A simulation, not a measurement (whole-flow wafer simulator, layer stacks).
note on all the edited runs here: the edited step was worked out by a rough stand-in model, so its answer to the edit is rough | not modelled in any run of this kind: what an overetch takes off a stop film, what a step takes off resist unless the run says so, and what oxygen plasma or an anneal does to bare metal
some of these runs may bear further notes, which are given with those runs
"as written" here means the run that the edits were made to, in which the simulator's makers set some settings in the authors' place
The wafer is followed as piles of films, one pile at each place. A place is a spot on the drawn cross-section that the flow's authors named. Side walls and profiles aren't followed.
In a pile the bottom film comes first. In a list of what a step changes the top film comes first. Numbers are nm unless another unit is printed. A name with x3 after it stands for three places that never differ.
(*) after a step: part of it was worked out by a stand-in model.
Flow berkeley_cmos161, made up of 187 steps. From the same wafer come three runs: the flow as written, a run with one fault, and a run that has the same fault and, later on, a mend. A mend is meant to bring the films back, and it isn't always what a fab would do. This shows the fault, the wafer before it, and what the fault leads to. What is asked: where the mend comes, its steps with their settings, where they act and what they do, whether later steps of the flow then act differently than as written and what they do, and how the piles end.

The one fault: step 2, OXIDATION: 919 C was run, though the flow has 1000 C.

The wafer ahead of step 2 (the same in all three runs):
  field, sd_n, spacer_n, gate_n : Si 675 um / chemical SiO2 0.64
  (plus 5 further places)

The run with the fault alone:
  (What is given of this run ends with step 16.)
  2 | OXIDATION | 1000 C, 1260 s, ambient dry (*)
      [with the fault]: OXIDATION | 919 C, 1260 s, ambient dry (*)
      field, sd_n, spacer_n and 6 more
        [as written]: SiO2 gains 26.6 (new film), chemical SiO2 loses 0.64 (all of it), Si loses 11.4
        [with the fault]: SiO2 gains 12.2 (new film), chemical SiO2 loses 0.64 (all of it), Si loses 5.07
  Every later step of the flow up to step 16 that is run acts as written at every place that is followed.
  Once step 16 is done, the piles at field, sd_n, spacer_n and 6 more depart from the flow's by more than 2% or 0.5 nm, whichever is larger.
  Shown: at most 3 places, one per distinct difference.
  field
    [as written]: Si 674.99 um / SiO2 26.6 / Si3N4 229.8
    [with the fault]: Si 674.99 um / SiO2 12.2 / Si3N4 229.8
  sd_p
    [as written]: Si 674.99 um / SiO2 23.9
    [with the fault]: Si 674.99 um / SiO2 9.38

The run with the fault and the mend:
  The mend follows step 3.
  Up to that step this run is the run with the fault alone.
  3a | ETCH | chemistry boe, depth target 13.95 nm
      field, sd_n, spacer_n and 6 more
        SiO2 loses 12.2 (all of it)
  3b | CLEAN | chemistry SC1/SC2 (*) (a further turn of the flow's step 1)
      field, sd_n, spacer_n and 6 more
        chemical SiO2 gains 0.6 (new film), Si loses 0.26
  3c | OXIDATION | 1000 C, 1260 s, ambient dry (*) (a further turn of the flow's step 2)
      field, sd_n, spacer_n and 6 more
        SiO2 gains 26.6 (new film), chemical SiO2 loses 0.6 (all of it), Si loses 11.5
  Every later step of the flow that is run acts as written at every place that is followed.
  The piles end only slightly different from the flow's at the places that both follow, by no more than 2% or 0.5 nm, whichever is larger.
